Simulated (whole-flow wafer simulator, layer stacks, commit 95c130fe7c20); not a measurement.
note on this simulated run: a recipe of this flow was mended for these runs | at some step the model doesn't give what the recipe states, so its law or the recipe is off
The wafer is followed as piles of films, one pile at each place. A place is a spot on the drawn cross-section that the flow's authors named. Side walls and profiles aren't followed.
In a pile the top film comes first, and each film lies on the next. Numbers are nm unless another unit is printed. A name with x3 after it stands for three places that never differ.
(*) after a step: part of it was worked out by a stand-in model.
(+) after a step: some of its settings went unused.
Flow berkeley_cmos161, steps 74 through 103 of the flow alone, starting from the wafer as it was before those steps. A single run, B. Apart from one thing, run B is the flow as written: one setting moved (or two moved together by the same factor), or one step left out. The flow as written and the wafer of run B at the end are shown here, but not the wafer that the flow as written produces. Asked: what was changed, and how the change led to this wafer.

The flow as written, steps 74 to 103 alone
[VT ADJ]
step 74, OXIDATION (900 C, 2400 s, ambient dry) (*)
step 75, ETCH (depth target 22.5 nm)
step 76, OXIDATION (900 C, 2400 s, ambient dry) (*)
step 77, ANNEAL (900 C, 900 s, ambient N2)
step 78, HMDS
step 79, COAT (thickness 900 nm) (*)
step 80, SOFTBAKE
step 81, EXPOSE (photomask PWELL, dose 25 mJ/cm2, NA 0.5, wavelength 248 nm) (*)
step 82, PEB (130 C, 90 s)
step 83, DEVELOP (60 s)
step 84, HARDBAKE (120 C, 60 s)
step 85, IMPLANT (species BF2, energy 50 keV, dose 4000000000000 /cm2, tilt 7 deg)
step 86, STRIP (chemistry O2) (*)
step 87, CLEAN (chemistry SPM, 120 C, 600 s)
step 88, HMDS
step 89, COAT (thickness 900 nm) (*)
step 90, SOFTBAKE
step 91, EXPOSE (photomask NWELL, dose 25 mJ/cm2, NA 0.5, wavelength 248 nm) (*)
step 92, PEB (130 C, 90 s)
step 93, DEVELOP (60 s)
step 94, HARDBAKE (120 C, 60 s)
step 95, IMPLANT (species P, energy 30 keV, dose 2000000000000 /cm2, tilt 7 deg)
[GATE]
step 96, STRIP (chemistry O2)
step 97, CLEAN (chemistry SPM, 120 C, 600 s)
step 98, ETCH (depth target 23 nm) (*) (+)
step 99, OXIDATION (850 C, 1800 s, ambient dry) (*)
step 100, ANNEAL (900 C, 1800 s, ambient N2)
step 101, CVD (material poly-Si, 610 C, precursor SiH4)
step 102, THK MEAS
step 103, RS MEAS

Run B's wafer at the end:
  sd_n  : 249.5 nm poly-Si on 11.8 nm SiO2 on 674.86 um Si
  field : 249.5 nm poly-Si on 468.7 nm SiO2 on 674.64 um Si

The reason: step 98, ETCH: depth target 8 nm was run, whereas the flow has depth target 23 nm.

The path from the change to this, step by step:
  step 98, ETCH (depth target 23 nm) (*) (+)
      sd_n, spacer_n, gate_n, sd_p, spacer_p, gate_p, contact, m1: SiO2 loses 8 (in the flow as written it would be: SiO2 loses 14.9 (all of it))
      field: SiO2 loses 8 (in the flow as written it would be: SiO2 loses 23)
  step 99, OXIDATION (850 C, 1800 s, ambient dry) (*)
      sd_n, spacer_n, gate_n, sd_p, spacer_p, gate_p, contact, m1: SiO2 gains 4.81, Si loses 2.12 (in the flow as written it would be: SiO2 gains 7.48 (new film), Si loses 3.29)
